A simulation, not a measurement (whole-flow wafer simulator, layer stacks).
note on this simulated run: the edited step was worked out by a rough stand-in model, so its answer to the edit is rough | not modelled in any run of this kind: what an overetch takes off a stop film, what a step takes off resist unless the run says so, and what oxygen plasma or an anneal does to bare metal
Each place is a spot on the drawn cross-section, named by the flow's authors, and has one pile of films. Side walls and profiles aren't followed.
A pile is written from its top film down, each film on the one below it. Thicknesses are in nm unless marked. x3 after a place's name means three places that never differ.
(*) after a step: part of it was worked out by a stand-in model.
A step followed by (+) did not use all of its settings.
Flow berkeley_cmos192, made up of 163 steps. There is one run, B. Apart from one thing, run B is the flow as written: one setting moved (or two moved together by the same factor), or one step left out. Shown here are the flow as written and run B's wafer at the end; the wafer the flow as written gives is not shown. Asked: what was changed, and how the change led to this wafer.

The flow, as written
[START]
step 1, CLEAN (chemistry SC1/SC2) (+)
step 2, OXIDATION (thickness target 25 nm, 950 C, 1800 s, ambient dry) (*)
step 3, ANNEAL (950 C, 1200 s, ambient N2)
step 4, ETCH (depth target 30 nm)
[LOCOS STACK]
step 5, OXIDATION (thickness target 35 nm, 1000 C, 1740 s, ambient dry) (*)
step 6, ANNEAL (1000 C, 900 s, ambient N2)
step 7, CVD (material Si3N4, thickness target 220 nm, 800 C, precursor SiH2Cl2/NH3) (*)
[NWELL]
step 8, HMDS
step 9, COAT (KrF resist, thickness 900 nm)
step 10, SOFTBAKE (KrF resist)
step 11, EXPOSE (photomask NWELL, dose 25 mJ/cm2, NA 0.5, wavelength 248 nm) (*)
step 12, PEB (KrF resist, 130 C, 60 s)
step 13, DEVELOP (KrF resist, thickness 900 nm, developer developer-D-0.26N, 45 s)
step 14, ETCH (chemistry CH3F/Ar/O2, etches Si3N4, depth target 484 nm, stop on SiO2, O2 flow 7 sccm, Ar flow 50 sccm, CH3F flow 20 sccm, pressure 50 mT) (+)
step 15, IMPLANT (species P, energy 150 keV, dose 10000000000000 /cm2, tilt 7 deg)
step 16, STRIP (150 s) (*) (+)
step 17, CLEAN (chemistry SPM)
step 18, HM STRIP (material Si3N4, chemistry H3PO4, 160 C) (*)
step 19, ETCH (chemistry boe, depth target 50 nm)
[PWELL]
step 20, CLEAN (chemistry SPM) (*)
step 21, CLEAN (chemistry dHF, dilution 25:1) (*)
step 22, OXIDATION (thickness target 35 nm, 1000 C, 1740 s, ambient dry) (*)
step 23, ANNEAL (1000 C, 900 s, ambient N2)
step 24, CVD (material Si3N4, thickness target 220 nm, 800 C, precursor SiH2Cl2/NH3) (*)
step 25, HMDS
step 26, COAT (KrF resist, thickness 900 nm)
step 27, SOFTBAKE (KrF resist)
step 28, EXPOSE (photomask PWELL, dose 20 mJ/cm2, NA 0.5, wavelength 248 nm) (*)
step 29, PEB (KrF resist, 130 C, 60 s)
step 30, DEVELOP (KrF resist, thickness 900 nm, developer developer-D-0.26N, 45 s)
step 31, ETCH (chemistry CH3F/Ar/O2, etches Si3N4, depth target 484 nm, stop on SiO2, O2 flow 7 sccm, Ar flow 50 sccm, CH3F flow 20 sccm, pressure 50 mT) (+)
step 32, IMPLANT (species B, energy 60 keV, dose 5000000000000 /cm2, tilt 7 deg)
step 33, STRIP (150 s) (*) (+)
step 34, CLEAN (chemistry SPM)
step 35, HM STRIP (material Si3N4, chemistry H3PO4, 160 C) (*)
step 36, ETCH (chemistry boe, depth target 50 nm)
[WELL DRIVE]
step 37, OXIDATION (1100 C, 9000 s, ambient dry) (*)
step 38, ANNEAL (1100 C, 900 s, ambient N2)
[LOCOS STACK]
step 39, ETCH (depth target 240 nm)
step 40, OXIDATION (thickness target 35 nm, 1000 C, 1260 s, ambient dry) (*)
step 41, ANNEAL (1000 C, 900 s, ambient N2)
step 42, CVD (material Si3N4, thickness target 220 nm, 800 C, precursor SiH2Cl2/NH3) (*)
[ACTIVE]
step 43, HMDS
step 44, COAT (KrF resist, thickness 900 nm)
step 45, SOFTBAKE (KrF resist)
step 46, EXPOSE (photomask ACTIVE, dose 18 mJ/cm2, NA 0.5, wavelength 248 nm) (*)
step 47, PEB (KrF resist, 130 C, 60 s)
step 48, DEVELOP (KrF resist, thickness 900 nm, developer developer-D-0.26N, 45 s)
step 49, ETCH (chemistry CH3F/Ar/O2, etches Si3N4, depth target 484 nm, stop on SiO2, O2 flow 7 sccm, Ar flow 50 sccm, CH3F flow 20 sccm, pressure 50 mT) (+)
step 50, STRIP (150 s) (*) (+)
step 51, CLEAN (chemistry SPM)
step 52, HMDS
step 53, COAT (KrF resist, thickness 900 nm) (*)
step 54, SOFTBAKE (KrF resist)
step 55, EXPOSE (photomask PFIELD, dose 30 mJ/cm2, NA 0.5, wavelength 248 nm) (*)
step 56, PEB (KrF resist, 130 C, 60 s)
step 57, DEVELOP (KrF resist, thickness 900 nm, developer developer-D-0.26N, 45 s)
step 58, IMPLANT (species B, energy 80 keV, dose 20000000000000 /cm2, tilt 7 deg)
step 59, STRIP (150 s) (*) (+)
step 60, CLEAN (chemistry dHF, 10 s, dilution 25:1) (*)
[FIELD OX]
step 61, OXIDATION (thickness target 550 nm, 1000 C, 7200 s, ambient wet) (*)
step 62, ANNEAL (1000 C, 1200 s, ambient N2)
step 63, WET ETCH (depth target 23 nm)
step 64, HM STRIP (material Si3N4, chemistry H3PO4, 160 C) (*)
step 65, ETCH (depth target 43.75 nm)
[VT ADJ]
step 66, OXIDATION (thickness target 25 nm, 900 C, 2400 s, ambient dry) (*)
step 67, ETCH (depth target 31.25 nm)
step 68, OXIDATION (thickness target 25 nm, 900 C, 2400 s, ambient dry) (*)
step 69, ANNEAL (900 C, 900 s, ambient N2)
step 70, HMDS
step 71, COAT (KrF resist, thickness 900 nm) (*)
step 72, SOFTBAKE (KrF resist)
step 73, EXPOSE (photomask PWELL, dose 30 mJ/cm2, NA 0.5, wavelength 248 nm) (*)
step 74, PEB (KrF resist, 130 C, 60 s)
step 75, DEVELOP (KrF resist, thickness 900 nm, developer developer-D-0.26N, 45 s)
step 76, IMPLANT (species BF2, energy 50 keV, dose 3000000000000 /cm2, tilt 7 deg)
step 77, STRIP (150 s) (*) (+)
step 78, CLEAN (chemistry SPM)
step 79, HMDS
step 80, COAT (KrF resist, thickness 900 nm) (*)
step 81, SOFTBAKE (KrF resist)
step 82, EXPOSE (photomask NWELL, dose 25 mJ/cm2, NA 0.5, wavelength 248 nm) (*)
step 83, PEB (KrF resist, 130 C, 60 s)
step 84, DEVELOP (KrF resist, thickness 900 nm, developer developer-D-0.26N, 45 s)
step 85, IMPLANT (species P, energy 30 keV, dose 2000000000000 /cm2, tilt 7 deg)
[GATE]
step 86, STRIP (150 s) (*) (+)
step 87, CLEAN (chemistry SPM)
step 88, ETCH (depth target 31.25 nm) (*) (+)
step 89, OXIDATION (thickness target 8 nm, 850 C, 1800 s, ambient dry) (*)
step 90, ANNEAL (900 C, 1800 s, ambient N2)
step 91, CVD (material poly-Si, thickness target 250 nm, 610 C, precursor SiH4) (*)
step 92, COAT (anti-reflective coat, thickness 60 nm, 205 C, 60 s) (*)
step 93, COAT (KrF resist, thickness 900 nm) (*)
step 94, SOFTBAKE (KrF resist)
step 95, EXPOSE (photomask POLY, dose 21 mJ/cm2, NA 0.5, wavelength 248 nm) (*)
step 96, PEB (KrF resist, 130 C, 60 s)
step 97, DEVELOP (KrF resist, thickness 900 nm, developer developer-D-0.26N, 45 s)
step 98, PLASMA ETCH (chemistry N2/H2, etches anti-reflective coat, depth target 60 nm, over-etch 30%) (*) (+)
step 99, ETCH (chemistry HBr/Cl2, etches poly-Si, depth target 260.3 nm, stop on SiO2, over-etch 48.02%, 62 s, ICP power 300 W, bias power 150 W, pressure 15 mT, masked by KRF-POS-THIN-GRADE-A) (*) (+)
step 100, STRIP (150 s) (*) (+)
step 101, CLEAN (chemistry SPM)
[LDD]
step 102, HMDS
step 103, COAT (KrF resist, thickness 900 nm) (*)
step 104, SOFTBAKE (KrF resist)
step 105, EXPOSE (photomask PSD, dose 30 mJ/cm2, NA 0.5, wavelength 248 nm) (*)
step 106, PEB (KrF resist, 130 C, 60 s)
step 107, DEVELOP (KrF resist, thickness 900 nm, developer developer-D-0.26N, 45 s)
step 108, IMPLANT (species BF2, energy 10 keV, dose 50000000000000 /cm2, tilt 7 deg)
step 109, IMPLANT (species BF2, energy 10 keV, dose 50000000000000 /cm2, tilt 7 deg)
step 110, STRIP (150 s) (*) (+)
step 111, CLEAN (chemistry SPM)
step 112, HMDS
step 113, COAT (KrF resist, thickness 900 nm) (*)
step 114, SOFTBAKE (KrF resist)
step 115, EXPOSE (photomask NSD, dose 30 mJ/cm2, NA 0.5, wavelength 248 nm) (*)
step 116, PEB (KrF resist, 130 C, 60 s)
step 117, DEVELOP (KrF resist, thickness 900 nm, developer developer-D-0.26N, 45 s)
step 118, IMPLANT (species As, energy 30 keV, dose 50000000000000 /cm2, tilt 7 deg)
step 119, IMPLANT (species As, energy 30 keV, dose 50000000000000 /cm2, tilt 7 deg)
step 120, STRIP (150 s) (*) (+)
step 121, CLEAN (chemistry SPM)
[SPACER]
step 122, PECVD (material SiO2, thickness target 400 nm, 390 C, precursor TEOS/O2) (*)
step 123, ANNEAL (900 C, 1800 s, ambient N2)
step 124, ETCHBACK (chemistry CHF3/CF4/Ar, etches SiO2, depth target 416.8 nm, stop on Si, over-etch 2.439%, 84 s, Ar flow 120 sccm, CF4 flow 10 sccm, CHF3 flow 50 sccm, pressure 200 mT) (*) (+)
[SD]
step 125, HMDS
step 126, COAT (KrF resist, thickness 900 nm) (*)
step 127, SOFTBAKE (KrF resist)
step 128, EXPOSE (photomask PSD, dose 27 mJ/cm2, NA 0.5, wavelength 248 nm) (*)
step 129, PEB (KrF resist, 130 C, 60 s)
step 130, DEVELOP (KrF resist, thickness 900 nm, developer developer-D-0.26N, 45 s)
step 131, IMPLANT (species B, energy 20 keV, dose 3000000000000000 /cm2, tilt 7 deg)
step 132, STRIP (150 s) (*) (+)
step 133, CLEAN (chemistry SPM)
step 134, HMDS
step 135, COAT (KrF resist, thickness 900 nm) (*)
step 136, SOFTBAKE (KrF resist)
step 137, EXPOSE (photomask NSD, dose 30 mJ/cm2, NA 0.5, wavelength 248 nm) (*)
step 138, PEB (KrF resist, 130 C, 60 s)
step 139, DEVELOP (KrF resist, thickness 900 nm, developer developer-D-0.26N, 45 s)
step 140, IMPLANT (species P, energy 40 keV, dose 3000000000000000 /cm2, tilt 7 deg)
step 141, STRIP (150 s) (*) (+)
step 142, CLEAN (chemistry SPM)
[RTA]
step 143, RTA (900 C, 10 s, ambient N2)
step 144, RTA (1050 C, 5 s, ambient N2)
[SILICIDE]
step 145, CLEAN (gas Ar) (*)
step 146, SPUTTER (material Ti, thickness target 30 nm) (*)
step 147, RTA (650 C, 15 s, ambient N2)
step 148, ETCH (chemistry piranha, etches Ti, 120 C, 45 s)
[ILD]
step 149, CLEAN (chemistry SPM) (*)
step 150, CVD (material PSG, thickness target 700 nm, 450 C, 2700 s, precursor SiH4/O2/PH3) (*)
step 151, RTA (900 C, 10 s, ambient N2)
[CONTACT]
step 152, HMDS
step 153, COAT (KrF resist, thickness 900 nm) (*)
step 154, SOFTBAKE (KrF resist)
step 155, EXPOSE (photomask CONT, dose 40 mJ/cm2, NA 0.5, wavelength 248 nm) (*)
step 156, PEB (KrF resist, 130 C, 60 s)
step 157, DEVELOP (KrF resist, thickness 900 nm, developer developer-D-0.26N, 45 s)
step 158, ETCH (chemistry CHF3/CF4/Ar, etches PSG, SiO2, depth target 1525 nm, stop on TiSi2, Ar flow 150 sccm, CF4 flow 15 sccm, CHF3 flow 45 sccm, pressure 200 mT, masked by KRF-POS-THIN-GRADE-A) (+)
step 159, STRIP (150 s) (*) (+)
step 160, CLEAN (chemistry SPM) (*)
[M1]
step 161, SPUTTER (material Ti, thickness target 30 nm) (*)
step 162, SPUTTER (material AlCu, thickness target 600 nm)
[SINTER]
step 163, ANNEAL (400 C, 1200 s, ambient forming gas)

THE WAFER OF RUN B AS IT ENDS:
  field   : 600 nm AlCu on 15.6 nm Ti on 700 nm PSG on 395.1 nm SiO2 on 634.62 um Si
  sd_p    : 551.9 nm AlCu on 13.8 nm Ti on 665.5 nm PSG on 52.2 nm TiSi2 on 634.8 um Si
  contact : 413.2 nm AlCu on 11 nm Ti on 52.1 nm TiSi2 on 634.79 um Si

What caused this: step 161, SPUTTER: thickness target 15.6 nm was run, while the flow as written has thickness target 30 nm.
One can read it off the wafer: field has Ti 15.6, and step 161 as written asks for 30 nm.

The path from the change to this, step by step:
  step 161, SPUTTER (material Ti, thickness target 30 nm) (*)
      field, sd_n, spacer_n, gate, spacer_p, gate_p, m1: Ti gains 15.6 (new film) (in the flow as written it would be: Ti gains 30 (new film))
      sd_p: Ti gains 13.8 (new film) (in the flow as written it would be: Ti gains 26.6 (new film))
      (as well as at 1 more place)
